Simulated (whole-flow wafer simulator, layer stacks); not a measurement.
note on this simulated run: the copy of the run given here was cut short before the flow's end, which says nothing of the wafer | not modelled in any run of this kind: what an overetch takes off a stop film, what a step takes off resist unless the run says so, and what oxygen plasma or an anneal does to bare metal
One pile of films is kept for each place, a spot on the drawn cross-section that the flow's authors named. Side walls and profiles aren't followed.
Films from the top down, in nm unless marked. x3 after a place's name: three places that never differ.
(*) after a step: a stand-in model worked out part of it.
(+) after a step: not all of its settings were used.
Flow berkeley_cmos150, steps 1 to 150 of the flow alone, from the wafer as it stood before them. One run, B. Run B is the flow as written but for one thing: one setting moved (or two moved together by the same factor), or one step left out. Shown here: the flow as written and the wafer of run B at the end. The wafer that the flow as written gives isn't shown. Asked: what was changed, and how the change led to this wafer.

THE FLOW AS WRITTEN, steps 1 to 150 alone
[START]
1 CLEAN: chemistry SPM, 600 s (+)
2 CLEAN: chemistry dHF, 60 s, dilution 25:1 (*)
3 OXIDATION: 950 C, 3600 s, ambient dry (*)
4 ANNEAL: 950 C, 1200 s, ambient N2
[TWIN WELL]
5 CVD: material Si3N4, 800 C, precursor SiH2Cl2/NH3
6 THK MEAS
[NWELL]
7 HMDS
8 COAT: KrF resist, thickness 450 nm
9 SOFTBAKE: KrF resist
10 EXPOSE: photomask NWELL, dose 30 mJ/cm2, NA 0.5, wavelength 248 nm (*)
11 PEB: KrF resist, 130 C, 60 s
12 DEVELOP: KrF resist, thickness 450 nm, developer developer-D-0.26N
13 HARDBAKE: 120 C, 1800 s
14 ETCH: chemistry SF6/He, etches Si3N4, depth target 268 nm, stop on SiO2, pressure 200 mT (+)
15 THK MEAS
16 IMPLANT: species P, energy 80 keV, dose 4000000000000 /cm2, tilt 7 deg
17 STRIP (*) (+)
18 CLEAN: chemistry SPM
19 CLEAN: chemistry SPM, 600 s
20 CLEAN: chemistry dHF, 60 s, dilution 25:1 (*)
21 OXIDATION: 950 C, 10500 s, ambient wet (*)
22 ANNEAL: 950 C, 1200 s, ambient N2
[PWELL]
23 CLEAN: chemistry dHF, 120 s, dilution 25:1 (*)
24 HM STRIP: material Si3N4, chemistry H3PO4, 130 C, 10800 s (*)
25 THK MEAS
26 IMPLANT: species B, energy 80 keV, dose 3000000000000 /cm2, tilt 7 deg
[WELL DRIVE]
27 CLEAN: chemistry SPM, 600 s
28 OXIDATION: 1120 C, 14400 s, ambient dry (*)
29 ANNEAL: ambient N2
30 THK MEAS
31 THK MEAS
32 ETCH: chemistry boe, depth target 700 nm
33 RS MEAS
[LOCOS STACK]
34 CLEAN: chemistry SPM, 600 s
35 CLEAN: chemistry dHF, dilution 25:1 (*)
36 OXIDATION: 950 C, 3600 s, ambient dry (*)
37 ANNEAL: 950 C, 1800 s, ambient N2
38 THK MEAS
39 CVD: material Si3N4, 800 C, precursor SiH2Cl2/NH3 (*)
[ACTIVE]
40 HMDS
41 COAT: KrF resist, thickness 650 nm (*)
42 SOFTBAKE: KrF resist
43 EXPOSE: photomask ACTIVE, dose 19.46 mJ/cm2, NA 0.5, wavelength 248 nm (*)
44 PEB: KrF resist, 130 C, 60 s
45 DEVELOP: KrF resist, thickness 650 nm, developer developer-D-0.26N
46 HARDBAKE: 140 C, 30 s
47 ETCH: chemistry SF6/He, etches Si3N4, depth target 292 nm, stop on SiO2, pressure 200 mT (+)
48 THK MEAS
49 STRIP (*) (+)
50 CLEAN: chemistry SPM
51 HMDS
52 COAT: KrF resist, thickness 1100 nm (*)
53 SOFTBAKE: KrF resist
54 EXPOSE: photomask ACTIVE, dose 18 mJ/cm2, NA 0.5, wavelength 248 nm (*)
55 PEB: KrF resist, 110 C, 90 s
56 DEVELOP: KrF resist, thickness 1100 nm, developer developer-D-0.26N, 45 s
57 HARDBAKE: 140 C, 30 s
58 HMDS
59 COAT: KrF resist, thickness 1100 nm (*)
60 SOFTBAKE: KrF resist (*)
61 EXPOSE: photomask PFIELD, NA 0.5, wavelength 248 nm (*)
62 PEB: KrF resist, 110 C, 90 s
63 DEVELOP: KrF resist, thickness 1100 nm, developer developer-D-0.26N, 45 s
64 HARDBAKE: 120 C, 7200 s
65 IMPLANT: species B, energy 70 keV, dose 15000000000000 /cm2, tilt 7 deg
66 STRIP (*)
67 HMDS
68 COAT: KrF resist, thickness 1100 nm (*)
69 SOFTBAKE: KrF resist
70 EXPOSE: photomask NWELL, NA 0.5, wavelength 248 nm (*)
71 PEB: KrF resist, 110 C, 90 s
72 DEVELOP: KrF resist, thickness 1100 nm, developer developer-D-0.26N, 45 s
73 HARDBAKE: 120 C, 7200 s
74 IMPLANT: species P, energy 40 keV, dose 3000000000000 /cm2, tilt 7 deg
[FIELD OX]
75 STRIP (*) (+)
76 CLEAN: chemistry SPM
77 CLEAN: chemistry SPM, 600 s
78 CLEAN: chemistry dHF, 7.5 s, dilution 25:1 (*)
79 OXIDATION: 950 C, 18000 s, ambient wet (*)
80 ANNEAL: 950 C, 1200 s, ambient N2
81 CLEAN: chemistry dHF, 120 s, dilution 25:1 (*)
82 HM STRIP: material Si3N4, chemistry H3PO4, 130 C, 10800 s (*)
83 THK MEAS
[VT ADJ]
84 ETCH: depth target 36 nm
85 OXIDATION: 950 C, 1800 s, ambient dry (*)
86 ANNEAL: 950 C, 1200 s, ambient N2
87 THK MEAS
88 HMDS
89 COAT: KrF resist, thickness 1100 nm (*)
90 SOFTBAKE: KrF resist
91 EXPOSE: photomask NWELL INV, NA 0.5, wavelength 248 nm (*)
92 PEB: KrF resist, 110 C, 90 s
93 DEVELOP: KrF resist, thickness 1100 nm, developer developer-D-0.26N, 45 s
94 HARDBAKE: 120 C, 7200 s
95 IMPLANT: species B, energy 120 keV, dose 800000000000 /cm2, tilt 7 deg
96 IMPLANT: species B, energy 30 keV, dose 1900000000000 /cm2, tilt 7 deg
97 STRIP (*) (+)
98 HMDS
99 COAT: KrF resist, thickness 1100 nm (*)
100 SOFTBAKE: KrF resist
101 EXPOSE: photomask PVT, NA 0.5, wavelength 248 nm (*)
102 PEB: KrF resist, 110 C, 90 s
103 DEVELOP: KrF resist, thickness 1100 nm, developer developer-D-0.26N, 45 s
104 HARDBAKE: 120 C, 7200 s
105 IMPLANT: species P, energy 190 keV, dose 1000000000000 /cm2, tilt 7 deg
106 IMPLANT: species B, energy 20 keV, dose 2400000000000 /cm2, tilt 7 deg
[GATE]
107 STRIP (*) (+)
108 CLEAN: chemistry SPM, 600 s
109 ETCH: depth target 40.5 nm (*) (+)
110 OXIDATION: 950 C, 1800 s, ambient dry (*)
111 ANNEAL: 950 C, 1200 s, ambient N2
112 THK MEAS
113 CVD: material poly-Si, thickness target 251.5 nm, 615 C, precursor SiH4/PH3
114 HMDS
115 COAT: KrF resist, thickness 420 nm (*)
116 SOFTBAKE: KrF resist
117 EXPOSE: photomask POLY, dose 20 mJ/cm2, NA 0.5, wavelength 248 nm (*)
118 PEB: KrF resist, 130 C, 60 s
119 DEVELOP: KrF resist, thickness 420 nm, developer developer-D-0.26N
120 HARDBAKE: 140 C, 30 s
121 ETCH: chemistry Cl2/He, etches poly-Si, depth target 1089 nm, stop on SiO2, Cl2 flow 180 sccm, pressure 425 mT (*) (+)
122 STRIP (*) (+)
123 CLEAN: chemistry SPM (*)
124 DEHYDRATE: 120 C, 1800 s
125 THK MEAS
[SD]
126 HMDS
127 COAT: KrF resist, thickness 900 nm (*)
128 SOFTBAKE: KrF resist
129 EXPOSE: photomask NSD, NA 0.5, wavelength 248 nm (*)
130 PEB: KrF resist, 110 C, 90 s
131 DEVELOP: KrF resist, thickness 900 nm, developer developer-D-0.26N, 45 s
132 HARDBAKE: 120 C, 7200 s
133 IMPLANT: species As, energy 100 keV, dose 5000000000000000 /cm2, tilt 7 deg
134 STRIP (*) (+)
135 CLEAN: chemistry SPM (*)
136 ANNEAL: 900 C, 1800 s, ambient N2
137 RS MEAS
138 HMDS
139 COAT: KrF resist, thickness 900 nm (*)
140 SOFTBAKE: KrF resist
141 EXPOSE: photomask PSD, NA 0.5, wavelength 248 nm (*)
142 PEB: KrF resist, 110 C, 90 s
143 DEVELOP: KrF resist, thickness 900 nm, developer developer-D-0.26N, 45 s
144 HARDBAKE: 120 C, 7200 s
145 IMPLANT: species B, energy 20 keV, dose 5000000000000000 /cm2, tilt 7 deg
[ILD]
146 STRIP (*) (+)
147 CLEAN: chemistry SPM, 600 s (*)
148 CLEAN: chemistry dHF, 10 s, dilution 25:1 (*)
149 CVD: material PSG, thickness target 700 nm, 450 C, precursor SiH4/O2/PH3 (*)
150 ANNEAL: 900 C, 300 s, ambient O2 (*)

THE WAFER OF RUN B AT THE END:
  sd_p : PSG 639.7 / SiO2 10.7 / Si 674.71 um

The cause: step 145, IMPLANT: dose 2250000000000000 /cm2 was run, where the flow has dose 5000000000000000 /cm2.

How the change led to this, step by step:
  148 CLEAN: chemistry dHF, 10 s, dilution 25:1 (*)
      sd_p: SiO2 -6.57 (as written it would be: SiO2 -7.51)
